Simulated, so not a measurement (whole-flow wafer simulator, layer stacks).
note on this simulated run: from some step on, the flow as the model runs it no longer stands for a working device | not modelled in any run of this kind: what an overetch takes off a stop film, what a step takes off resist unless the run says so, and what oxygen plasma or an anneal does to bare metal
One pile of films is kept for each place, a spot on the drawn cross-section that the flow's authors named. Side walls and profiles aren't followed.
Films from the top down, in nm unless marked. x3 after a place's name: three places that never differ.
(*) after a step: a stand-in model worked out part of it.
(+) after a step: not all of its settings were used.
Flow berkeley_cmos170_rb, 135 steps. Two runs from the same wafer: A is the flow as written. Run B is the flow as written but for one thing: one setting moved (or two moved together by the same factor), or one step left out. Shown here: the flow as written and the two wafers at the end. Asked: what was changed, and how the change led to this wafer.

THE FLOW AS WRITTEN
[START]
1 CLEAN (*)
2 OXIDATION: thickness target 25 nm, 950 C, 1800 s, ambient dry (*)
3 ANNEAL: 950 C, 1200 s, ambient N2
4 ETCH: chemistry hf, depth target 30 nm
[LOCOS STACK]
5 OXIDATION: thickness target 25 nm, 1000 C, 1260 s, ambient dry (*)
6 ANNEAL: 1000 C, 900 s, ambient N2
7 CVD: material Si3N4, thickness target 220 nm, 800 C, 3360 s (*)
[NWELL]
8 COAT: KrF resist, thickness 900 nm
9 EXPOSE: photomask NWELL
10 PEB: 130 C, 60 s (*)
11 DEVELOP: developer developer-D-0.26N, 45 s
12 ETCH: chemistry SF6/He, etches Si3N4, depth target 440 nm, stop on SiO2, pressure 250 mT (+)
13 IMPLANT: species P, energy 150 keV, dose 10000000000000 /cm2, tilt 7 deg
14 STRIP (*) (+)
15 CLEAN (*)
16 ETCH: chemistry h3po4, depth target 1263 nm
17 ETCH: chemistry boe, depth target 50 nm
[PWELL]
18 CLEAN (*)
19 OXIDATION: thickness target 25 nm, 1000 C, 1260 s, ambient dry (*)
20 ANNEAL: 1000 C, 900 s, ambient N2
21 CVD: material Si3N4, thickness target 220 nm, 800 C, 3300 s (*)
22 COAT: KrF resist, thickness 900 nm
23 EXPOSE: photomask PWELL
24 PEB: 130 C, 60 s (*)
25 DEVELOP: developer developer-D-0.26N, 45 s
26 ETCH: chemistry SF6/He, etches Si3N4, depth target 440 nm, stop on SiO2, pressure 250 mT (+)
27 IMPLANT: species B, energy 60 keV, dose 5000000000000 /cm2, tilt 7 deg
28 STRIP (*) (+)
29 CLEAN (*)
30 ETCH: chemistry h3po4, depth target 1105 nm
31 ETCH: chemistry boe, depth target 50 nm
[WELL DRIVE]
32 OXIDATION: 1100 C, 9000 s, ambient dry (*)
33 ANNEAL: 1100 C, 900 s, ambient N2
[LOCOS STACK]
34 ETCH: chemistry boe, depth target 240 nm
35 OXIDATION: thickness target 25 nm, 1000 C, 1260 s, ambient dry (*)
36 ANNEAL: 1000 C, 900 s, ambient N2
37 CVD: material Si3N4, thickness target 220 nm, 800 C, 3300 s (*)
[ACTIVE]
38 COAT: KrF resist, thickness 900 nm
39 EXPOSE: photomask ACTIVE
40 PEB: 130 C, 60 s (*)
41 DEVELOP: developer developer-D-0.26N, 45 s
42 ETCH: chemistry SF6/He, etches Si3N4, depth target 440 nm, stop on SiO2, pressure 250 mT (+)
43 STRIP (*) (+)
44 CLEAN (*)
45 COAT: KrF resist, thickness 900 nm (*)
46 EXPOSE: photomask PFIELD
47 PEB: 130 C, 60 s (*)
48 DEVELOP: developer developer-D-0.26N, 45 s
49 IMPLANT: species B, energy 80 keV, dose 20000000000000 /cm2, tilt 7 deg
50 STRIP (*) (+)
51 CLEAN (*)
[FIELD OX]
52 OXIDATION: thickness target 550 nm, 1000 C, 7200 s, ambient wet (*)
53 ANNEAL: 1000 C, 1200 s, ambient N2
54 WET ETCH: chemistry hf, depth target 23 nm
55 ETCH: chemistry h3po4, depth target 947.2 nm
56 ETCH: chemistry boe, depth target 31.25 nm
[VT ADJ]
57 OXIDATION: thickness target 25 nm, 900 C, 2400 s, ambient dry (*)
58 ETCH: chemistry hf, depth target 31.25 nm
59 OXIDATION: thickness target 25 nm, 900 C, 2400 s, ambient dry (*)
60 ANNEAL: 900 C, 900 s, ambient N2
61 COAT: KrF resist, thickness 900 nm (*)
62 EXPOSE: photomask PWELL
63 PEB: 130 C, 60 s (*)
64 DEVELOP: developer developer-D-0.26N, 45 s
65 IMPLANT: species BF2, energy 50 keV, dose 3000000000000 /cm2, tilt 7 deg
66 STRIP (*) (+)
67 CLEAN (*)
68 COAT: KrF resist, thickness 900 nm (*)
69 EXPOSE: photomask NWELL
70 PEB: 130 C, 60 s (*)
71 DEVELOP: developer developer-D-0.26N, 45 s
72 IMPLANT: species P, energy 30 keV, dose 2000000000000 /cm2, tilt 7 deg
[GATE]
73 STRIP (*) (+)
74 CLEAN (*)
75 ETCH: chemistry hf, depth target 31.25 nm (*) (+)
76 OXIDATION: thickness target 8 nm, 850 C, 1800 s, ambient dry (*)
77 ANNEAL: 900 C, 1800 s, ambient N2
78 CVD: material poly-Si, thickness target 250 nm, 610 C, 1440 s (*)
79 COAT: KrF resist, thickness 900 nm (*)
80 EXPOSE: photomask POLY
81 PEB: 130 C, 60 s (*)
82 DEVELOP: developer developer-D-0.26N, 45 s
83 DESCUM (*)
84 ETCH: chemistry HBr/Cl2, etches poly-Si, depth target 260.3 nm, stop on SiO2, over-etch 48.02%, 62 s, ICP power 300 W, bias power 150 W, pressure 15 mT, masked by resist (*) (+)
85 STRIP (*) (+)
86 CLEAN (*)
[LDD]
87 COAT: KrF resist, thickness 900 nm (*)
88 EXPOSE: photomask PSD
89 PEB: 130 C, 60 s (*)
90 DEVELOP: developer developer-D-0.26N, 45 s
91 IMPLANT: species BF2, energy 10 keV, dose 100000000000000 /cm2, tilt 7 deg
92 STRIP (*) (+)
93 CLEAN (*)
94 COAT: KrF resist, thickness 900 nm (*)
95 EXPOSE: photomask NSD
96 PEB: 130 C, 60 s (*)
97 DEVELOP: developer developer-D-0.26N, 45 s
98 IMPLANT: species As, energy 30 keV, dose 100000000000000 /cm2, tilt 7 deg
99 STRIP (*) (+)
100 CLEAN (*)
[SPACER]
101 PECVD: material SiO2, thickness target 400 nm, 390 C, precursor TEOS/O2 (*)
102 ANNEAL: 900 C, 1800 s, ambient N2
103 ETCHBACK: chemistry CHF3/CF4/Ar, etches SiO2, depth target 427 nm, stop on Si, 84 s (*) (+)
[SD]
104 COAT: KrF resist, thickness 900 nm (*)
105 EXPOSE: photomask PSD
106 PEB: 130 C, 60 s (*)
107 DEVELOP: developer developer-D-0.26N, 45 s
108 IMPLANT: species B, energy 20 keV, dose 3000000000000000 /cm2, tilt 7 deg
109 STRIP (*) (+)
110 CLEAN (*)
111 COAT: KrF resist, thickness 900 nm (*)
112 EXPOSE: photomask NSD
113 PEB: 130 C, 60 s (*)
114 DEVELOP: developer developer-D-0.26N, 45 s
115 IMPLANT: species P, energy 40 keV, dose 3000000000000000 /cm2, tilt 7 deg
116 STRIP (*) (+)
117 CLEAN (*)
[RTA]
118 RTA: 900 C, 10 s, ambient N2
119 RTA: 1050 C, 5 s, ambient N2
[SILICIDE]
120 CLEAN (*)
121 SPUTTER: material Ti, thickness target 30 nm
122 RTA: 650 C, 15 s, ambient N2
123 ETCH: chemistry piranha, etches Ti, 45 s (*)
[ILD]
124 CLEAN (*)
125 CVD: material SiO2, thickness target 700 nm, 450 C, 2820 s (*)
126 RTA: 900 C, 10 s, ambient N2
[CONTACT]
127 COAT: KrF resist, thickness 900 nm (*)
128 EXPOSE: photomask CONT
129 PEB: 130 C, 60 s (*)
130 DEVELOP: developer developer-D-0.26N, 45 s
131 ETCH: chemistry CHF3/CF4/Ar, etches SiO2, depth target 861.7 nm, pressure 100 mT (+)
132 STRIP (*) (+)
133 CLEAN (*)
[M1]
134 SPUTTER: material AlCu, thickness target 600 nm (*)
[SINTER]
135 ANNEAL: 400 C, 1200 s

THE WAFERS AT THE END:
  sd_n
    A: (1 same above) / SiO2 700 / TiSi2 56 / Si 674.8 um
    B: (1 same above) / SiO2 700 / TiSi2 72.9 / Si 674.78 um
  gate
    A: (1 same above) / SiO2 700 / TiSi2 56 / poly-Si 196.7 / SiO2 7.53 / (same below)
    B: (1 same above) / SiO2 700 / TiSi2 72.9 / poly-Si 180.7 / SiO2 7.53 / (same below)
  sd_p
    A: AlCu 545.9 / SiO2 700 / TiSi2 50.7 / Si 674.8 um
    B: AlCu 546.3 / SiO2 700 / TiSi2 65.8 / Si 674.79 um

The cause: step 121, SPUTTER: thickness target 39 nm was run, where the flow has thickness target 30 nm.

How the change led to this, step by step:
  121 SPUTTER: material Ti, thickness target 30 nm
      field, sd_n, spacer_n, gate, spacer_p, gate_p, contact, m1: A Ti +30 (new film) | B Ti +39 (new film)
      sd_p: A Ti +27.1 (new film) | B Ti +35.2 (new film)
  122 RTA: 650 C, 15 s, ambient N2
      sd_n, contact, m1: A Ti -23.4, TiSi first +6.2 (new film), TiSi2 C49 +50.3 (new film), Si -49 | B Ti -30.4, TiSi first +25.8 (new film), TiSi2 C49 +39.1 (new film), Si -51.9
      gate, gate_p: A Ti -23.4, TiSi first +6.2 (new film), TiSi2 C49 +50.3 (new film), poly-Si -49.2 | B Ti -30.4, TiSi first +25.8 (new film), TiSi2 C49 +39.1 (new film), poly-Si -52.1
      (and at 1 more place)
  123 ETCH: chemistry piranha, etches Ti, 45 s (*)
      sd_n, gate, gate_p, contact, m1: A Ti -6.6 (all of it) | B Ti -8.58 (all of it)
      field, spacer_n, spacer_p: A Ti -30 (all of it) | B Ti -39 (all of it)
      (and at 1 more place)
  126 RTA: 900 C, 10 s, ambient N2
      sd_n, contact, m1: A under 1 film: TiSi2 +56 (new film), TiSi first -6.2 (all of it), TiSi2 C49 -50.3 (all of it), Si -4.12 | B under 1 film: TiSi2 +72.9 (new film), TiSi first -25.8 (all of it), TiSi2 C49 -39.1 (all of it), Si -17.1
      gate, gate_p: A under 1 film: TiSi2 +56 (new film), TiSi first -6.2 (all of it), TiSi2 C49 -50.3 (all of it), poly-Si -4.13 | B under 1 film: TiSi2 +72.9 (new film), TiSi first -25.8 (all of it), TiSi2 C49 -39.1 (all of it), poly-Si -17.2
      (and at 1 more place)
